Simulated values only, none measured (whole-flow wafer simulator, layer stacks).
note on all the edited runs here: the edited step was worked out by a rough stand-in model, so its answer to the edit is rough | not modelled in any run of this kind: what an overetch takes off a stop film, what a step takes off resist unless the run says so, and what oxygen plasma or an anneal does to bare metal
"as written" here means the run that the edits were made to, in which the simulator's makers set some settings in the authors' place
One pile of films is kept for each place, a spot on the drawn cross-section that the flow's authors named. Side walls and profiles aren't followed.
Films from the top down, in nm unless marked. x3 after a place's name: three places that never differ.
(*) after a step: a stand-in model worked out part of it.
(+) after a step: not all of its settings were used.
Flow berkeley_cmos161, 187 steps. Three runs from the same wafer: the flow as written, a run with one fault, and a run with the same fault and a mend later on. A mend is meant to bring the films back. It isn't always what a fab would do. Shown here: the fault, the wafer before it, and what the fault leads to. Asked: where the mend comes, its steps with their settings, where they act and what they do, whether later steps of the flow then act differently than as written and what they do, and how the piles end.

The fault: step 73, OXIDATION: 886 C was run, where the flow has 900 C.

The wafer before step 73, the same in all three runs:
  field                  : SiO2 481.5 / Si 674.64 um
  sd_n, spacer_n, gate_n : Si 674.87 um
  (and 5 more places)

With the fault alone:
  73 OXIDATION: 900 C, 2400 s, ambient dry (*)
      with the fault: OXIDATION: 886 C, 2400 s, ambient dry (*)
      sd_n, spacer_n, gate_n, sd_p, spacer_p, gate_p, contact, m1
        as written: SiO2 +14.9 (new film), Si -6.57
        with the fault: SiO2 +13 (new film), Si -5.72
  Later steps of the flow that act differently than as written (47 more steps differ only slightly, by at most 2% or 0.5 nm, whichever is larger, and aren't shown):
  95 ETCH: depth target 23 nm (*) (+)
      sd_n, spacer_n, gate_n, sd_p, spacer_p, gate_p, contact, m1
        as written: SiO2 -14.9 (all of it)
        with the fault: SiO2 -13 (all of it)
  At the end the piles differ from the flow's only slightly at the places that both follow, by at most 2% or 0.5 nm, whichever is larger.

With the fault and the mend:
  The mend comes after step 74.
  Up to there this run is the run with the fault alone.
  74a OXIDATION: 900 C, 446 s, ambient dry (*) (the flow's step 73 once more, with other settings)
      sd_n, spacer_n, gate_n, sd_p, spacer_p, gate_p, contact, m1
        SiO2 +1.89, Si -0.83
      field
        SiO2 +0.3, Si -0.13
  No later step of the flow acts differently than as written, at any place that is followed, by more than 2% or 0.5 nm, whichever is larger.
  At the end the piles are the same as the flow's at every place that both follow.
